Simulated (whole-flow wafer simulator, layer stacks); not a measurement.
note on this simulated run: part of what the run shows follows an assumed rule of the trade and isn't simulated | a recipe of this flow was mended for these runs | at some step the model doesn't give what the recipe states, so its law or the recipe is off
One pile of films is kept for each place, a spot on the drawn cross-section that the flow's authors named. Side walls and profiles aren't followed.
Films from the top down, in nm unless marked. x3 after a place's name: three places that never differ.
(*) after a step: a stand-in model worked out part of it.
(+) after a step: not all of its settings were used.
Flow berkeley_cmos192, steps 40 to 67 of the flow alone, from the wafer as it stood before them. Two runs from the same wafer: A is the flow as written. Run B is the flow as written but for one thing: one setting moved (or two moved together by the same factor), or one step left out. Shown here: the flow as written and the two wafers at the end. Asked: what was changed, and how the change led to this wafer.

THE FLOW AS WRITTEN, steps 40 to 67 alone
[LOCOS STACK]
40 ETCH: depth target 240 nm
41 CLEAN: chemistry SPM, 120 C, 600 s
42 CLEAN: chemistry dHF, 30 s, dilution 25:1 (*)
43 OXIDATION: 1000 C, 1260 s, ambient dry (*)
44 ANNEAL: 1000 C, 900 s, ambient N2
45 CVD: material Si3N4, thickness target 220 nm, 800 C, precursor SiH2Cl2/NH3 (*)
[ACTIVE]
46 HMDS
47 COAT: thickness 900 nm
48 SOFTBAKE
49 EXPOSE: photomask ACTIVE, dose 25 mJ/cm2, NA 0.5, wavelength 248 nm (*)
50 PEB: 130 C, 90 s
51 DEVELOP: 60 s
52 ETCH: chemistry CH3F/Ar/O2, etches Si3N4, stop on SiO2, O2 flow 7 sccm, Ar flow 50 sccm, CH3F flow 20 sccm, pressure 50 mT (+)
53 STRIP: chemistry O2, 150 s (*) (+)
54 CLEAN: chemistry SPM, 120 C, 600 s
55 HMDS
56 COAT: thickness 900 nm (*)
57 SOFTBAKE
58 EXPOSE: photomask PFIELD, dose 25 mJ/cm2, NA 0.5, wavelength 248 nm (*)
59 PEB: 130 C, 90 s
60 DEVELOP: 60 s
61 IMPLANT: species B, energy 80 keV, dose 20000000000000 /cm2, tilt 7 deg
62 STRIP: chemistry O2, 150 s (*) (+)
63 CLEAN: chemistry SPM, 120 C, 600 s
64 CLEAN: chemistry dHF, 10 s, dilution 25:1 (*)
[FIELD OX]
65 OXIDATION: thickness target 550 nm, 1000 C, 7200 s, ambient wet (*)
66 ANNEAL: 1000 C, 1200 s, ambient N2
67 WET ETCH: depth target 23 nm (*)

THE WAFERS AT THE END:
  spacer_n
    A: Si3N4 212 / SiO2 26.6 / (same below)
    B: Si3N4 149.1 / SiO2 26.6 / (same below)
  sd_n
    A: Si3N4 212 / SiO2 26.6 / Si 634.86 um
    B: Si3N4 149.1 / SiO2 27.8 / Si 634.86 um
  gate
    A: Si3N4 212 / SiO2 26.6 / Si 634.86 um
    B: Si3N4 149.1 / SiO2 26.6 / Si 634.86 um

The cause: step 45, CVD: 777 C was run, where the flow has 800 C.

How the change led to this, step by step:
  45 CVD: material Si3N4, thickness target 220 nm, 800 C, precursor SiH2Cl2/NH3 (*)
      field, sd_n, spacer_n and 6 more: A Si3N4 +220 (new film) | B Si3N4 +157.1 (new film)
  52 ETCH: chemistry CH3F/Ar/O2, etches Si3N4, stop on SiO2, O2 flow 7 sccm, Ar flow 50 sccm, CH3F flow 20 sccm, pressure 50 mT (+)
      sd_n, spacer_n, gate, sd_p, spacer_p, gate_p, contact, m1: A KrF-resist -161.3 | B KrF-resist -119.4
      field: A Si3N4 -220 (all of it), SiO2 -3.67 | B Si3N4 -157.1 (all of it), SiO2 -3.67
  53 STRIP: chemistry O2, 150 s (*) (+)
      sd_n, spacer_n, gate, sd_p, spacer_p, gate_p, contact, m1: A KrF-resist -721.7 (all of it) | B KrF-resist -763.7 (all of it)
  56 COAT: thickness 900 nm (*)
      sd_n: A KrF-resist +785.2 (new film) | B KrF-resist +817.2 (new film)
      spacer_n: A KrF-resist +817.9 (new film) | B KrF-resist +840.2 (new film)
      (and at 6 more places)
  62 STRIP: chemistry O2, 150 s (*) (+)
      sd_n: A KrF-resist -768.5 (all of it) | B KrF-resist -800.5 (all of it)
      spacer_n: A KrF-resist -801.2 (all of it) | B KrF-resist -823.4 (all of it)
      (and at 6 more places)
  65 OXIDATION: thickness target 550 nm, 1000 C, 7200 s, ambient wet (*)
      gate: A SiO2 +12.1 (new film), Si3N4 -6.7, SiO2 +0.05, Si -0.05 | B SiO2 +12.1 (new film), Si3N4 -6.7
      sd_n, sd_p: A SiO2 +12.1 (new film), Si3N4 -6.7, SiO2 +0.06, Si -0.06 | B SiO2 +12.1 (new film), Si3N4 -6.7, SiO2 +1.23, Si -0.55
